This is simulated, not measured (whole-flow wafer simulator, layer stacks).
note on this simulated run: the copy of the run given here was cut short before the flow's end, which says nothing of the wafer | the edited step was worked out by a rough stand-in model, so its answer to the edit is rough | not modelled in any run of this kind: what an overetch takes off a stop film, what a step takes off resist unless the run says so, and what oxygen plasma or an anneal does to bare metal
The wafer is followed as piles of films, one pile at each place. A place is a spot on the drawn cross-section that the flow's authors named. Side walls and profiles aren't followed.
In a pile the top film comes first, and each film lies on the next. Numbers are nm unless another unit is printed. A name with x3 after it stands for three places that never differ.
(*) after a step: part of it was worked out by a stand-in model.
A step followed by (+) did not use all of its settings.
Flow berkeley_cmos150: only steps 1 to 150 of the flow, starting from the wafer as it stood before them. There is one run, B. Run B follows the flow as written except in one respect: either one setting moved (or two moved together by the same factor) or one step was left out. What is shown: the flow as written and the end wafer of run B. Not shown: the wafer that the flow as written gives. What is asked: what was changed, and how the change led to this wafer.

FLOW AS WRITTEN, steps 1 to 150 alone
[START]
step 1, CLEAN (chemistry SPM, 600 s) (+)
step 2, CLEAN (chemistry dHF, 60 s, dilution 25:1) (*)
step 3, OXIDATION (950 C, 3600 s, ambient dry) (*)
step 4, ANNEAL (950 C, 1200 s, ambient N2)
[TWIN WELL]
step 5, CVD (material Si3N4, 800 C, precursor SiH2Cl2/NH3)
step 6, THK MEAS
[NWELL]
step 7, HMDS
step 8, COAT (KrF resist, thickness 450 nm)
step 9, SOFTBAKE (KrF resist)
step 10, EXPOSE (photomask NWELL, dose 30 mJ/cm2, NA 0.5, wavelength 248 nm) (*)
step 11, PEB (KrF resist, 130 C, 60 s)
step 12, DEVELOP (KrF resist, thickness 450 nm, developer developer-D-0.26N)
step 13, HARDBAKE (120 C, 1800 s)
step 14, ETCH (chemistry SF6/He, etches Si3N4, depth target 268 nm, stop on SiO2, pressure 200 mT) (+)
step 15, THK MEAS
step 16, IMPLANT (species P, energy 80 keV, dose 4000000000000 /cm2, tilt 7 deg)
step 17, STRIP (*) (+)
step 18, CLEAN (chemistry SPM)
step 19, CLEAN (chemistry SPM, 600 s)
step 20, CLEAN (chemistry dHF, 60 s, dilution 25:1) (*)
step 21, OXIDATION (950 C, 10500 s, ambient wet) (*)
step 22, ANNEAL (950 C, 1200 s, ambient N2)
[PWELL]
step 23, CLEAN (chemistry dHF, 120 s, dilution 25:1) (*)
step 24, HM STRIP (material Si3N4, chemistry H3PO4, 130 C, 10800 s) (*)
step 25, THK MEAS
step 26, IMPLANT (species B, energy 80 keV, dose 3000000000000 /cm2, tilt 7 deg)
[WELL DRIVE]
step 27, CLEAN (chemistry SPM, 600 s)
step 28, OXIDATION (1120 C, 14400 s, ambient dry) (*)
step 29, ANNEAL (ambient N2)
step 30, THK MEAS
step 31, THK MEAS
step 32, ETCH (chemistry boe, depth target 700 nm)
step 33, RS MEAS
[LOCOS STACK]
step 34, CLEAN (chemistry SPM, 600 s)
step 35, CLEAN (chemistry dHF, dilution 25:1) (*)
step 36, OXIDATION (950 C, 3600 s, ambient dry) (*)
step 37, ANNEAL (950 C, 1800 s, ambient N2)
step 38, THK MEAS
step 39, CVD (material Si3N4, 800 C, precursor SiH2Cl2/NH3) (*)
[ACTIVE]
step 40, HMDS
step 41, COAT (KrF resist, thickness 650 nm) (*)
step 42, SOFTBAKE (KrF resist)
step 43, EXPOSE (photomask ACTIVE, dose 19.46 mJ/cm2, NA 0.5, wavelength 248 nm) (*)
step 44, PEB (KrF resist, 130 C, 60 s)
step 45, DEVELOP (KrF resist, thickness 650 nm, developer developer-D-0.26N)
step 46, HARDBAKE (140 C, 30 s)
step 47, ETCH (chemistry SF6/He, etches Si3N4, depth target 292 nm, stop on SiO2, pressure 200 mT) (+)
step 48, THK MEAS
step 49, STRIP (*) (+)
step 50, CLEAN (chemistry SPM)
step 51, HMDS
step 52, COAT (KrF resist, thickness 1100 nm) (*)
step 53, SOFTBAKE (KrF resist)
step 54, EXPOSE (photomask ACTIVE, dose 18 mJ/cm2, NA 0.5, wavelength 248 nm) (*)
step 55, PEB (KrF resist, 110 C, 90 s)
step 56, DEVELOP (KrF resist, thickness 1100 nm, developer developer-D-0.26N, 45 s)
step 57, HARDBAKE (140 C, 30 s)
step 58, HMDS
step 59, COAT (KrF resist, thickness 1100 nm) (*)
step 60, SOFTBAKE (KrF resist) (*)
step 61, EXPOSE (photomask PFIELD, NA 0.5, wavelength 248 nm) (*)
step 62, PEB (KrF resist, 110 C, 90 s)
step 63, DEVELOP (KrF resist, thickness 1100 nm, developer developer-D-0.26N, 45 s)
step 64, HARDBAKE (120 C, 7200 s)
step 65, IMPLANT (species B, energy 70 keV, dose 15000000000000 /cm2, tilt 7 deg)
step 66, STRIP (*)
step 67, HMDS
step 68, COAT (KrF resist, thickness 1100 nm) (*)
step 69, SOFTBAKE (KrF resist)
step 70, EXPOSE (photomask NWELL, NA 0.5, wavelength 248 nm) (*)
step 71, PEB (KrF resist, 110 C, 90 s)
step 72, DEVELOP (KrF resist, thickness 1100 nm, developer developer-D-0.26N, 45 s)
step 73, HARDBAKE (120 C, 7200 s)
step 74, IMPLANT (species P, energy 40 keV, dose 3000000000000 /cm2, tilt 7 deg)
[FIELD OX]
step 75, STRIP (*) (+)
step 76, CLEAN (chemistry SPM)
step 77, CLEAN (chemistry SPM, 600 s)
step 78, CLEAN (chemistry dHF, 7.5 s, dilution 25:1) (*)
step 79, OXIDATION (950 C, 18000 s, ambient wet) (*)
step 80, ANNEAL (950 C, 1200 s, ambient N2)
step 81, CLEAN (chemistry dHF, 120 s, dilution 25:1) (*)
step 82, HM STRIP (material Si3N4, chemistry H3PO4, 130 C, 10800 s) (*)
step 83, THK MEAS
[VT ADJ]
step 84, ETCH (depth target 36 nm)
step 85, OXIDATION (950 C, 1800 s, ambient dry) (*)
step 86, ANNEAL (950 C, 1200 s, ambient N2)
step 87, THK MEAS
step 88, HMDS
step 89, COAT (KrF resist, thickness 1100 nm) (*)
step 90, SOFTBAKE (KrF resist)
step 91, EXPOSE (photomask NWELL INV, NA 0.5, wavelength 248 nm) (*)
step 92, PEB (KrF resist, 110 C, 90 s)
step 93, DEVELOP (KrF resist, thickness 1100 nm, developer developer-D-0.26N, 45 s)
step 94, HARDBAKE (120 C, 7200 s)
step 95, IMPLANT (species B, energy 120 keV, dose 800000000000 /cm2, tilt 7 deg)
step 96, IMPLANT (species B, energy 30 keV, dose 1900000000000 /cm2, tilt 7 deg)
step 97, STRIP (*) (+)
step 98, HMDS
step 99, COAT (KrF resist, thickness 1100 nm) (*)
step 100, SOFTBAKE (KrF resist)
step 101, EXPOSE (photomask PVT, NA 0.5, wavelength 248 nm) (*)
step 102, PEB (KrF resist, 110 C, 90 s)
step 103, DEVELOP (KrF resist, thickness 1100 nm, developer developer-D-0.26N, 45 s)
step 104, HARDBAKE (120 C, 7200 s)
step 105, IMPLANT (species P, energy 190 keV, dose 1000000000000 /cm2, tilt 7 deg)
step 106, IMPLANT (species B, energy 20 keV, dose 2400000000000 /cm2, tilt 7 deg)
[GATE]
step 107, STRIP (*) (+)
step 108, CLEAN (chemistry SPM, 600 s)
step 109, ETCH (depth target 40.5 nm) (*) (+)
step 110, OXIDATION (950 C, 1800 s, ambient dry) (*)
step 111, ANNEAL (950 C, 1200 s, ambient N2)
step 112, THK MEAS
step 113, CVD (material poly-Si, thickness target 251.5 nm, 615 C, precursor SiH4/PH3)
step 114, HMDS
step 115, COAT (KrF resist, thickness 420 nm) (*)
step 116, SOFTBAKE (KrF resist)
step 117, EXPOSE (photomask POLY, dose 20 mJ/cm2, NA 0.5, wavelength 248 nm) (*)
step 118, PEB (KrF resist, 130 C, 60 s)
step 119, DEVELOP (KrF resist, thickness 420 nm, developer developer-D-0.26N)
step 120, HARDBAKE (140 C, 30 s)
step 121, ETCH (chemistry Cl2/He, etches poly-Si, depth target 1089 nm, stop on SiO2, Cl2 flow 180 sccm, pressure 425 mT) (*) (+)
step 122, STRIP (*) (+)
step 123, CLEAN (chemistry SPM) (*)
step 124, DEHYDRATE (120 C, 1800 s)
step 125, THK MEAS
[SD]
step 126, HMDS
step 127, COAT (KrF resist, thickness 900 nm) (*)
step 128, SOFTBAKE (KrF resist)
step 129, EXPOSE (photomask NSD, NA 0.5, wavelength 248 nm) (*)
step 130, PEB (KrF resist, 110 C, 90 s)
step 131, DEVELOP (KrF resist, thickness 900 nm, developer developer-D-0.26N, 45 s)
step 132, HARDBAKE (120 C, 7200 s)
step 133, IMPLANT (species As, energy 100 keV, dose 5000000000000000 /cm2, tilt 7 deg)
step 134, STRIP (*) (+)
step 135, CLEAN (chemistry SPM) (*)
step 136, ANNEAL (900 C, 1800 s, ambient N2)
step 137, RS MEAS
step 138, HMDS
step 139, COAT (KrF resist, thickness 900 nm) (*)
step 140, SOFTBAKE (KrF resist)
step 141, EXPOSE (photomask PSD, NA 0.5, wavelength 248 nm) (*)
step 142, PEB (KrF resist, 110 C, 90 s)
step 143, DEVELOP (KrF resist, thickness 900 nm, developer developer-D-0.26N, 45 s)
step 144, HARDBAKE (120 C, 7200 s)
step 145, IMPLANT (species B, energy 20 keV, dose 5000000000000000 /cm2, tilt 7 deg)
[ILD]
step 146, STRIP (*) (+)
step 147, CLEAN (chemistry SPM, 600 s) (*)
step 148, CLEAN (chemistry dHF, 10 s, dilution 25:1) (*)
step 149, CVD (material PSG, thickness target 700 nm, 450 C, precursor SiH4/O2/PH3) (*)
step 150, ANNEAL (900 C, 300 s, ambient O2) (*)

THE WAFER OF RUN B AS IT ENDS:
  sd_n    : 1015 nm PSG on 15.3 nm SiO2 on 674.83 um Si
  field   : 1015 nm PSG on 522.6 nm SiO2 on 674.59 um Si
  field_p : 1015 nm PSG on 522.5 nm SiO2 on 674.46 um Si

Cause: step 149, CVD: thickness target 1015 nm was run, whereas the flow has thickness target 700 nm.
One can read it off the wafer: sd_n has PSG 1015, and step 149 as written asks for 700 nm.

Step by step, how the change led to this:
  step 149, CVD (material PSG, thickness target 700 nm, 450 C, precursor SiH4/O2/PH3) (*)
      field, field_p, sd_n, gate_n, gate_p, contact, m1: PSG gains 1015 (new film) (as written it would have been: PSG gains 700 (new film))
      sd_p: PSG gains 988.7 (new film) (as written it would have been: PSG gains 639.5 (new film))
